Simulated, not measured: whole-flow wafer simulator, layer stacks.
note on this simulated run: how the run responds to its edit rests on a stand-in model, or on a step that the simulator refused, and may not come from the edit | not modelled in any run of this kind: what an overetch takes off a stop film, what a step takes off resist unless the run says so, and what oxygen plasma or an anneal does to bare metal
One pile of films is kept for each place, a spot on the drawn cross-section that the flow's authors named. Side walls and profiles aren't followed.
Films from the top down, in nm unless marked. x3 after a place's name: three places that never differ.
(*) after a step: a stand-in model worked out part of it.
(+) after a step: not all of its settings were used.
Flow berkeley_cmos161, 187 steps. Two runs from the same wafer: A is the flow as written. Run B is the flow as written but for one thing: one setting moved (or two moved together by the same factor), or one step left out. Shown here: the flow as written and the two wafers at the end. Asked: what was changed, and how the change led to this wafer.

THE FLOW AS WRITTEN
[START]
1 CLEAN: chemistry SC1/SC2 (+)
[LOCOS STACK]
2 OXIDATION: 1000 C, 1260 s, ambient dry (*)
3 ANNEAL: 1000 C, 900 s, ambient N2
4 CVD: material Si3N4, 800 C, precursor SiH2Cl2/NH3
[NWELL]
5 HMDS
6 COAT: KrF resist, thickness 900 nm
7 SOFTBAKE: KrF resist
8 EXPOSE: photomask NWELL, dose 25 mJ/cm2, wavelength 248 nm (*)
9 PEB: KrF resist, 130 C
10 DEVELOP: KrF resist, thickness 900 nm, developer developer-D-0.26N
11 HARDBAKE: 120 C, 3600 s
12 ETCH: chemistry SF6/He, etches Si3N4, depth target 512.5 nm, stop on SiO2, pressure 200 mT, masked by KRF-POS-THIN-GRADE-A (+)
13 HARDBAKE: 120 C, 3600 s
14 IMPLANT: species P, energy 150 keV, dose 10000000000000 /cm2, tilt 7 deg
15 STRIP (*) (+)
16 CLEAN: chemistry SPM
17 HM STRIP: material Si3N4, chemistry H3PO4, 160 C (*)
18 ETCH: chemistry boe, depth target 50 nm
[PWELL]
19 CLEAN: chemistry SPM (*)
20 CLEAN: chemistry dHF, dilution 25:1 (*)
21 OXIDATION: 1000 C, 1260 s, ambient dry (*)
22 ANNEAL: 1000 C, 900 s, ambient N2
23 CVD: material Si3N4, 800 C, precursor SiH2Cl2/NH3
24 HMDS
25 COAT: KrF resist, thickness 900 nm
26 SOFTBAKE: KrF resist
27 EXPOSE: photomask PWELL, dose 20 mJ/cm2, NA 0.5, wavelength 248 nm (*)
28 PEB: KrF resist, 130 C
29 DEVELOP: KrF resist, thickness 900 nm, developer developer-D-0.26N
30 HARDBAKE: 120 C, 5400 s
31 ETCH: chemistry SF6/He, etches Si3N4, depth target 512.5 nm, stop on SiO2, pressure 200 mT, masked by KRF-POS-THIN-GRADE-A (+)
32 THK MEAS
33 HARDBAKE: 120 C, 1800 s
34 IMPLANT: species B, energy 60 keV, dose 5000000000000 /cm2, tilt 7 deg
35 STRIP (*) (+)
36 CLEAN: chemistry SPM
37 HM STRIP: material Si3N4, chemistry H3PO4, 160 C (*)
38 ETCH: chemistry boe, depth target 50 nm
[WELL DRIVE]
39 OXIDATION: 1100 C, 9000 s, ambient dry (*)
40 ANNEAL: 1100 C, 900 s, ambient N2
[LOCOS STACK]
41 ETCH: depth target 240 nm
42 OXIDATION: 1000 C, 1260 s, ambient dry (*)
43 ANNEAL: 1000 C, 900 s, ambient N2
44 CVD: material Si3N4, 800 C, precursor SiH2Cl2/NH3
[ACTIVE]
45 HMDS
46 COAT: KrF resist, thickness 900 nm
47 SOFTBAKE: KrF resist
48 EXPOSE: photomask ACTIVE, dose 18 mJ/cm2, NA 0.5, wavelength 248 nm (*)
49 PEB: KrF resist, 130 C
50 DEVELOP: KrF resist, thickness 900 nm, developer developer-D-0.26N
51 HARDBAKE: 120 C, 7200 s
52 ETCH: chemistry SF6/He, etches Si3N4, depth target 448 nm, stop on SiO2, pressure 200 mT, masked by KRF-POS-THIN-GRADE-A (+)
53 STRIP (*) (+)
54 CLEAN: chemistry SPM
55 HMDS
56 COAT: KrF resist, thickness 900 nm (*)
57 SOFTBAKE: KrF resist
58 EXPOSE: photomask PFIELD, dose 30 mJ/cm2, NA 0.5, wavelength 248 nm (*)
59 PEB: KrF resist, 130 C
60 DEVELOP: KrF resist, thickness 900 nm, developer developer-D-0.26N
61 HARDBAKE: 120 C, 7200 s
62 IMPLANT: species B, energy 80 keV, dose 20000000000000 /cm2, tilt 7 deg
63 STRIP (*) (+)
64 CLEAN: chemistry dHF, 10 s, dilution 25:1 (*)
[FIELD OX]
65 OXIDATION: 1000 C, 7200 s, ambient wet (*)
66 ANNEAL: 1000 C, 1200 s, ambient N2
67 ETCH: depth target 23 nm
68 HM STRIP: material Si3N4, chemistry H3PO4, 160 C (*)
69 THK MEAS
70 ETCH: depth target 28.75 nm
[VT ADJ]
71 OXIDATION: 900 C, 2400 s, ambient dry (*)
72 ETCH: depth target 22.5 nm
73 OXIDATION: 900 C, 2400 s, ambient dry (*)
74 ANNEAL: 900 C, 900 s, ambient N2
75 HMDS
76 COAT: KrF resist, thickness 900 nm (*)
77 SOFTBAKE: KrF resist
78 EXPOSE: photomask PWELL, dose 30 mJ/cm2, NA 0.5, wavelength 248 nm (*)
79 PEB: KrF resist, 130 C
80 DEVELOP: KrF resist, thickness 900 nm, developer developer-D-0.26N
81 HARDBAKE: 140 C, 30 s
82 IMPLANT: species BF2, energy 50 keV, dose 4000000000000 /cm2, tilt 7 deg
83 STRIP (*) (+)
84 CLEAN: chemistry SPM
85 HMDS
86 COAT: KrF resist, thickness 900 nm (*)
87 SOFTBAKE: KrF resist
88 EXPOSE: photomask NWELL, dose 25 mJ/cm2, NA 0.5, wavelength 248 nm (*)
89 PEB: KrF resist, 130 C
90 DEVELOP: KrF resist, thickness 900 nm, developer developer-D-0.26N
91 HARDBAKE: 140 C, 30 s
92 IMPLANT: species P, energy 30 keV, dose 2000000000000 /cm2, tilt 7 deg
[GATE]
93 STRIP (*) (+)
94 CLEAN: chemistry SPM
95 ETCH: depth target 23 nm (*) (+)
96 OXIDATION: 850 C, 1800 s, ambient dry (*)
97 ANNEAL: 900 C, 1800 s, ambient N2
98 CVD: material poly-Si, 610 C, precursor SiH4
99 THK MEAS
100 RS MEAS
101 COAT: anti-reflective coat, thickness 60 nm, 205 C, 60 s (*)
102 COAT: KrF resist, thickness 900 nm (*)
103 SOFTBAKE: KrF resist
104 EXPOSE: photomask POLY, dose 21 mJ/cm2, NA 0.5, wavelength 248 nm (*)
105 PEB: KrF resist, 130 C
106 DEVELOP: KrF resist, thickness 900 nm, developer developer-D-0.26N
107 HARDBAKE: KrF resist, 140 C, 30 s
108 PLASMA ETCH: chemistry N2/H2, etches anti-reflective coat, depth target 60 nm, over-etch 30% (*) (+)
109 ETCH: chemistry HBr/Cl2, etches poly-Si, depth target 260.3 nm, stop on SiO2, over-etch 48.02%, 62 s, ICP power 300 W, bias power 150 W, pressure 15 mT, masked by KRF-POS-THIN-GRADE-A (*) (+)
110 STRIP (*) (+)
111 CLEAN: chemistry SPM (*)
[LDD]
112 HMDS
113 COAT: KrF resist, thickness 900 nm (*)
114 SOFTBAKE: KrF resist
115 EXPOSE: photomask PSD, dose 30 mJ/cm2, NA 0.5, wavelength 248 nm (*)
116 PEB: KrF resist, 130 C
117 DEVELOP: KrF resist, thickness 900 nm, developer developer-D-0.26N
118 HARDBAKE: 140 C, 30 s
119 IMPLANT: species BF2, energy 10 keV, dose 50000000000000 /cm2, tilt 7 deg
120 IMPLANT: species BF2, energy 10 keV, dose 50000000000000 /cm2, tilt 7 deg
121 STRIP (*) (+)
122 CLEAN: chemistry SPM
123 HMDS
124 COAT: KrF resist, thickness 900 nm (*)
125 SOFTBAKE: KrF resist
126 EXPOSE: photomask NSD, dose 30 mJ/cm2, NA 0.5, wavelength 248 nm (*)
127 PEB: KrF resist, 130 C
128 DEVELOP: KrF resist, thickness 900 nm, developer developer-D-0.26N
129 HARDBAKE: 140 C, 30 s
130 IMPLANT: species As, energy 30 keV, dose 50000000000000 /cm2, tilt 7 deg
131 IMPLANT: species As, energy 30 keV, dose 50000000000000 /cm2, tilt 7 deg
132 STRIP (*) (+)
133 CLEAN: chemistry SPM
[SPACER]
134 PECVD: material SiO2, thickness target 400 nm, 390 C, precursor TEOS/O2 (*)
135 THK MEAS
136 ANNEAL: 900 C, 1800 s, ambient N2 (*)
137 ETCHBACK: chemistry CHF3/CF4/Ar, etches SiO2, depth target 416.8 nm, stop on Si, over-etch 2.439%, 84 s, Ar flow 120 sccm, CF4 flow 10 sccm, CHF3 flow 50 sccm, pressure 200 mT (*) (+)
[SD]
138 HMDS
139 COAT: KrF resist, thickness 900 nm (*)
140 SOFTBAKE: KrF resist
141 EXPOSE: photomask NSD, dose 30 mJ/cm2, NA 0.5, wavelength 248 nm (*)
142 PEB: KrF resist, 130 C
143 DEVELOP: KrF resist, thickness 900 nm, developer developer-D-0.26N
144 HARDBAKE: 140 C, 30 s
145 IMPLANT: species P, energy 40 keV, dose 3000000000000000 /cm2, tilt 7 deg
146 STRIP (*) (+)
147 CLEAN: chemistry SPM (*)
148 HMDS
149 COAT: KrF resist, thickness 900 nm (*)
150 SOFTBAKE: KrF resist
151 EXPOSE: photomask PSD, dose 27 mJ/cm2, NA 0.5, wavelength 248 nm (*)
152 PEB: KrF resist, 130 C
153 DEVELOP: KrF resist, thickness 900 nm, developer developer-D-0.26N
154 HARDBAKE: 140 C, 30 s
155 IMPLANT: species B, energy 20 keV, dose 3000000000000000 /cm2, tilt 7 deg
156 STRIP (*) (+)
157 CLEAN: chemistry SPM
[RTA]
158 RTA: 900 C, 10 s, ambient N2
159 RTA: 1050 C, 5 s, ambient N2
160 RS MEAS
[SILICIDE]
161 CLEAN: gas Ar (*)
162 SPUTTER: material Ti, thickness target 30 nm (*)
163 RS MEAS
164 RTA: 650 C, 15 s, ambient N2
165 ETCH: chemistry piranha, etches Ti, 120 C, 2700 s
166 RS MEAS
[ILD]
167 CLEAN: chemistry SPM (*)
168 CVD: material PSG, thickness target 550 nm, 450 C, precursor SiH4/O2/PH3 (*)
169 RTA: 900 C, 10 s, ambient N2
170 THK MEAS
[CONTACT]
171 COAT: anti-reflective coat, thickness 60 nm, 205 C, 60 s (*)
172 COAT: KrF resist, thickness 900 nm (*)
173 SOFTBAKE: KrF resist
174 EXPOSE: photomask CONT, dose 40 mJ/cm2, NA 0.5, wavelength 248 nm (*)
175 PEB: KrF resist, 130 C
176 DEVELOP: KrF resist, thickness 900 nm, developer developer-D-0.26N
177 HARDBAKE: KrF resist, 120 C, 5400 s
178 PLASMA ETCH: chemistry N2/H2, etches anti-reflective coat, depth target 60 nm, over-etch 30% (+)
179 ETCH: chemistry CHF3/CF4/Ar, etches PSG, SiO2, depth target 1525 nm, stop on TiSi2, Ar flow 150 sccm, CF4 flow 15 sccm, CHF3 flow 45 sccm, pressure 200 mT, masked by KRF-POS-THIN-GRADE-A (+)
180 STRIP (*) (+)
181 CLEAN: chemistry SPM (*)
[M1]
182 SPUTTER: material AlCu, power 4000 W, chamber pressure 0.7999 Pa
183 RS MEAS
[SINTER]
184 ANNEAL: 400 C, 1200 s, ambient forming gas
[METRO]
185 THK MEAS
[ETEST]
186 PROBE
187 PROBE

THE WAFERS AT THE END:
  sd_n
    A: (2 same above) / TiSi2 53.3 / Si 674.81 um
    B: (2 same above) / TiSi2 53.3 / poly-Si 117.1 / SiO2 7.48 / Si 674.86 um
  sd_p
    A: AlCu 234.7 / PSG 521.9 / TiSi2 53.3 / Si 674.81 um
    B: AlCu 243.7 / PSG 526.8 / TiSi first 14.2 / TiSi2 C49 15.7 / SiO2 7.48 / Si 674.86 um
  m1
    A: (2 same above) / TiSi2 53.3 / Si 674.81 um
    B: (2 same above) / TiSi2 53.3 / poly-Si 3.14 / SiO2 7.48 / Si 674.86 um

The cause: step 108, PLASMA ETCH: chemistry N2/H2, etches anti-reflective coat, depth target 60 nm, over-etch 30% (*) (+), was left out.

How the change led to this, step by step:
  109 ETCH: chemistry HBr/Cl2, etches poly-Si, depth target 260.3 nm, stop on SiO2, over-etch 48.02%, 62 s, ICP power 300 W, bias power 150 W, pressure 15 mT, masked by KRF-POS-THIN-GRADE-A (*) (+)
      field: A poly-Si -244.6 (all of it), SiO2 -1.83 | B anti-reflective coat -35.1 (all of it), poly-Si -249.5 (all of it), SiO2 -0.36
      sd_n: A poly-Si -248.1 (all of it), SiO2 -1.56 | B anti-reflective coat -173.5 (all of it), poly-Si -73
      (and at 5 more places)
  110 STRIP (*) (+)
      sd_n, sd_p, m1: A nothing | B chemical SiO2 +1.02 (new film), poly-Si -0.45
      gate_n: A chemical SiO2 +0.75 (new film), KrF resist -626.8 (all of it), anti-reflective coat -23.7 (all of it), poly-Si -0.33 | B chemical SiO2 +0.78 (new film), KrF resist -730.4 (all of it), anti-reflective coat -23.7 (all of it), poly-Si -0.34
      (and at 1 more place)
  113 COAT: KrF resist, thickness 900 nm (*)
      field: A KrF resist +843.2 (new film) | B KrF resist +880.1 (new film)
      sd_n: A KrF resist +1019.8 (new film) | B KrF resist +871.8 (new film)
      (and at 5 more places)
  117 DEVELOP: KrF resist, thickness 900 nm, developer developer-D-0.26N
      gate_p: A KrF resist -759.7 (all of it) | B KrF resist -779.4 (all of it)
  118 HARDBAKE: 140 C, 30 s
      field: A KrF resist -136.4 | B KrF resist -142.3
      sd_n: A KrF resist -165 | B KrF resist -141
      (and at 4 more places)
  121 STRIP (*) (+)
      sd_n: A KrF resist -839 (all of it) | B KrF resist -715.2 (all of it), chemical SiO2 +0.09
      m1: A KrF resist -838.1 (all of it) | B KrF resist -802 (all of it), chemical SiO2 +0.09
      (and at 4 more places)
  124 COAT: KrF resist, thickness 900 nm (*)
      field: A KrF resist +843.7 (new film) | B KrF resist +880.1 (new film)
      sd_n: A KrF resist +1019.9 (new film) | B KrF resist +871.7 (new film)
      (and at 5 more places)
  128 DEVELOP: KrF resist, thickness 900 nm, developer developer-D-0.26N
      sd_n: A KrF resist -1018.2 (all of it) | B KrF resist -870.3 (all of it)
      spacer_n: A KrF resist -1012.7 (all of it) | B KrF resist -1078.6 (all of it)
      (and at 2 more places)
  129 HARDBAKE: 140 C, 30 s
      field: A KrF resist -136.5 | B KrF resist -142.3
      gate_p: A KrF resist -123 | B KrF resist -126.2
      (and at 1 more place)
  132 STRIP (*) (+)
      gate_p: A KrF resist -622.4 (all of it), chemical SiO2 +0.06 | B KrF resist -638.6 (all of it), chemical SiO2 +0.06, poly-Si -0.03
      m1: A KrF resist -838.1 (all of it) | B KrF resist -802 (all of it), chemical SiO2 +0.07
      (and at 1 more place)
  134 PECVD: material SiO2, thickness target 400 nm, 390 C, precursor TEOS/O2 (*)
      sd_n, m1: A SiO2 +400 | B SiO2 +400 (new film)
      sd_p: A SiO2 +385 | B SiO2 +387.3 (new film)
      (and at 1 more place)
  136 ANNEAL: 900 C, 1800 s, ambient N2 (*)
      spacer_n: A SiO2 -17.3 | B SiO2 -26
  137 ETCHBACK: chemistry CHF3/CF4/Ar, etches SiO2, depth target 416.8 nm, stop on Si, over-etch 2.439%, 84 s, Ar flow 120 sccm, CF4 flow 10 sccm, CHF3 flow 50 sccm, pressure 200 mT (*) (+)
      sd_n: A SiO2 -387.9 (all of it) | B SiO2 -382 (all of it), chemical SiO2 -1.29 (all of it), poly-Si -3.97
      sd_p: A SiO2 -373.4 (all of it) | B SiO2 -369.8 (all of it), chemical SiO2 -1.29 (all of it), poly-Si -5.08
      (and at 2 more places)
  139 COAT: KrF resist, thickness 900 nm (*)
      field: A KrF resist +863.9 (new film) | B KrF resist +896.1 (new film)
      sd_n: A KrF resist +1008.1 (new film) | B KrF resist +857.7 (new film)
      (and at 6 more places)
  143 DEVELOP: KrF resist, thickness 900 nm, developer developer-D-0.26N
      sd_n: A KrF resist -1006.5 (all of it) | B KrF resist -856.3 (all of it)
      spacer_n: A KrF resist -815.5 (all of it) | B KrF resist -876 (all of it)
      (and at 2 more places)
  144 HARDBAKE: 140 C, 30 s
      field: A KrF resist -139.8 | B KrF resist -145
      spacer_p: A KrF resist -131 | B KrF resist -134
      (and at 2 more places)
  ... 13 more steps ...
  182 SPUTTER: material AlCu, power 4000 W, chamber pressure 0.7999 Pa
      sd_p: A AlCu +234.7 (new film) | B AlCu +243.7 (new film)
      contact: A AlCu +192.2 (new film) | B AlCu +184.4 (new film)
